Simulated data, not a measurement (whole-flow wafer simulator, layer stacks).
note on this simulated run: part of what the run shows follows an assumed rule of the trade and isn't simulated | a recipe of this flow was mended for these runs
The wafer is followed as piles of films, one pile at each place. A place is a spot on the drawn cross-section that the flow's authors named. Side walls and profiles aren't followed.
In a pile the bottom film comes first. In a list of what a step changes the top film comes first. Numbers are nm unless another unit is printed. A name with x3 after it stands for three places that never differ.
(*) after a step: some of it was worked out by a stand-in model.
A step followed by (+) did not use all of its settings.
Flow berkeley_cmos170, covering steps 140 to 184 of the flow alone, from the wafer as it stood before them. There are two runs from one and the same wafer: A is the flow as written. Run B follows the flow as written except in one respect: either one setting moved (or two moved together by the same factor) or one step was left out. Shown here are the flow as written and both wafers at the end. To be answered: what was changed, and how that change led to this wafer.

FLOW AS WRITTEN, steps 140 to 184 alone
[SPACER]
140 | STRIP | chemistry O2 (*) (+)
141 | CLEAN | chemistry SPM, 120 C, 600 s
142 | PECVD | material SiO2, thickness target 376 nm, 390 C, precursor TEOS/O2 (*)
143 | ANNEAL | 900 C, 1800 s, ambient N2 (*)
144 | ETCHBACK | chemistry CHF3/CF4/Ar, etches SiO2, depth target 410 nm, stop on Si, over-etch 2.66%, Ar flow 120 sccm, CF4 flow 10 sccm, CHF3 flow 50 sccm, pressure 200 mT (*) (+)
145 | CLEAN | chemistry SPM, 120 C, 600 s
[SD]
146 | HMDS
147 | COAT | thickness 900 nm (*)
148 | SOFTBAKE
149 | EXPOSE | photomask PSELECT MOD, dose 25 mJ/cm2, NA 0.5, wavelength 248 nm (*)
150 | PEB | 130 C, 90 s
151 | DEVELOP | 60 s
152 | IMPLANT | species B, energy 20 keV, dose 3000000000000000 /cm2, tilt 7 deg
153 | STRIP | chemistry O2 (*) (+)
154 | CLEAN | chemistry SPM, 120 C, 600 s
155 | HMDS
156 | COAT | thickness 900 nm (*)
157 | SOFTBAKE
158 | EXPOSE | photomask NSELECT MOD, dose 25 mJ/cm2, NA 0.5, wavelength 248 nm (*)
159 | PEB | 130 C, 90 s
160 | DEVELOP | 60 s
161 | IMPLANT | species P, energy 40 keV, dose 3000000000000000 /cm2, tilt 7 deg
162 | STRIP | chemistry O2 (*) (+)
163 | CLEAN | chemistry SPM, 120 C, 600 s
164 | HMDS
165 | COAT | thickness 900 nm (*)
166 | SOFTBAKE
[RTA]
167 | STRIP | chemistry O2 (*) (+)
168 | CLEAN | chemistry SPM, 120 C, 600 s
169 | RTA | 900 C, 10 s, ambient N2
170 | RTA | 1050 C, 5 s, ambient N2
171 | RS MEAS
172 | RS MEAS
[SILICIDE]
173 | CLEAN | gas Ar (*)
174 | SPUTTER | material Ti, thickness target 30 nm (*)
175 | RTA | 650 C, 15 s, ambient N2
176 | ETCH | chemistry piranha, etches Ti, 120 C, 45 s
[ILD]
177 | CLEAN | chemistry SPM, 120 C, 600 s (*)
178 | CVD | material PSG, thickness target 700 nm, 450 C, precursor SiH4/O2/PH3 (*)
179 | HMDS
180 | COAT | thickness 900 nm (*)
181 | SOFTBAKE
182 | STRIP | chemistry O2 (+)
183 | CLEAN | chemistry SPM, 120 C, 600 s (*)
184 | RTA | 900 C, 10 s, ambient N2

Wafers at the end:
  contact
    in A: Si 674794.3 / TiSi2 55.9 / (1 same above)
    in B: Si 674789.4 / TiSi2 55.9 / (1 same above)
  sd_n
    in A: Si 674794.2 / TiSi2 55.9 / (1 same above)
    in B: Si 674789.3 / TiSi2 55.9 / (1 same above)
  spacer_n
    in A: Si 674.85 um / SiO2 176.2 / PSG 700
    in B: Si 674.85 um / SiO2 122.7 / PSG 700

The reason: step 142, PECVD: thickness target 320 nm was run, while the flow as written has thickness target 376 nm.

How this came from the change, step by step:
  142 | PECVD | material SiO2, thickness target 376 nm, 390 C, precursor TEOS/O2 (*)
      field, mark, sd_n and 8 more: A +376 SiO2 | B +320 SiO2
      gate_n, gate_p: A +376 SiO2 (new film) | B +320 SiO2 (new film)
  143 | ANNEAL | 900 C, 1800 s, ambient N2 (*)
      field, mark, sd_n and 10 more: A -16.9 SiO2 | B -14.4 SiO2
  144 | ETCHBACK | chemistry CHF3/CF4/Ar, etches SiO2, depth target 410 nm, stop on Si, over-etch 2.66%, Ar flow 120 sccm, CF4 flow 10 sccm, CHF3 flow 50 sccm, pressure 200 mT (*) (+)
      mark, sd_n, sd_p, contact, m1, via1, m2, via2: A -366 SiO2 (all of it), -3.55 Si | B -312.5 SiO2 (all of it), -8.41 Si
      gate_n, gate_p: A -359.1 SiO2 (all of it), -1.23 chemical SiO2 (all of it), -3.55 poly-Si | B -305.6 SiO2 (all of it), -1.23 chemical SiO2 (all of it), -8.41 poly-Si
  147 | COAT | thickness 900 nm (*)
      sd_n: A +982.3 KrF-resist (new film) | B +956.4 KrF-resist (new film)
      spacer_n: A +821 KrF-resist (new film) | B +844.9 KrF-resist (new film)
      (as well as at 5 more places)
  151 | DEVELOP | 60 s
      sd_p: A -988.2 KrF-resist (all of it) | B -964.4 KrF-resist (all of it)
      spacer_p: A -813.2 KrF-resist (all of it) | B -839.2 KrF-resist (all of it)
      (as well as at 1 more place)
  153 | STRIP | chemistry O2 (*) (+)
      sd_n: A -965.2 KrF-resist (all of it), +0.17 chemical SiO2, -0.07 Si | B -939.3 KrF-resist (all of it), +0.16 chemical SiO2, -0.07 Si
      spacer_n: A -804.3 KrF-resist (all of it) | B -828.1 KrF-resist (all of it)
      (as well as at 2 more places)
  156 | COAT | thickness 900 nm (*)
      sd_n: A +982.3 KrF-resist (new film) | B +956.4 KrF-resist (new film)
      spacer_n: A +821.1 KrF-resist (new film) | B +844.9 KrF-resist (new film)
      (as well as at 5 more places)
  160 | DEVELOP | 60 s
      sd_n: A -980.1 KrF-resist (all of it) | B -954.2 KrF-resist (all of it)
      spacer_n: A -819.3 KrF-resist (all of it) | B -843.1 KrF-resist (all of it)
      (as well as at 2 more places)
  162 | STRIP | chemistry O2 (*) (+)
      sd_p: A -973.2 KrF-resist (all of it), +0.07 chemical SiO2 | B -949.3 KrF-resist (all of it), +0.07 chemical SiO2
      spacer_p: A -798.3 KrF-resist (all of it) | B -824.4 KrF-resist (all of it)
      (as well as at 1 more place)
  165 | COAT | thickness 900 nm (*)
      sd_n: A +982.2 KrF-resist (new film) | B +956.3 KrF-resist (new film)
      spacer_n: A +821.1 KrF-resist (new film) | B +845 KrF-resist (new film)
      (as well as at 5 more places)
  167 | STRIP | chemistry O2 (*) (+)
      gate_n: A -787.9 KrF-resist (all of it), +0.06 chemical SiO2, -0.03 poly-Si | B -762.9 KrF-resist (all of it), +0.06 chemical SiO2
      gate_p: A -781.7 KrF-resist (all of it), +0.06 chemical SiO2, -0.03 poly-Si | B -759 KrF-resist (all of it), +0.06 chemical SiO2
      (as well as at 5 more places)
  180 | COAT | thickness 900 nm (*)
      sd_n: A +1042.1 KrF-resist (new film) | B +1020.1 KrF-resist (new film)
      spacer_n: A +873 KrF-resist (new film) | B +899.9 KrF-resist (new film)
      (as well as at 6 more places)
  182 | STRIP | chemistry O2 (+)
      sd_n: A -1042.1 KrF-resist (all of it) | B -1020.1 KrF-resist (all of it)
      spacer_n: A -873 KrF-resist (all of it) | B -899.9 KrF-resist (all of it)
      (as well as at 6 more places)
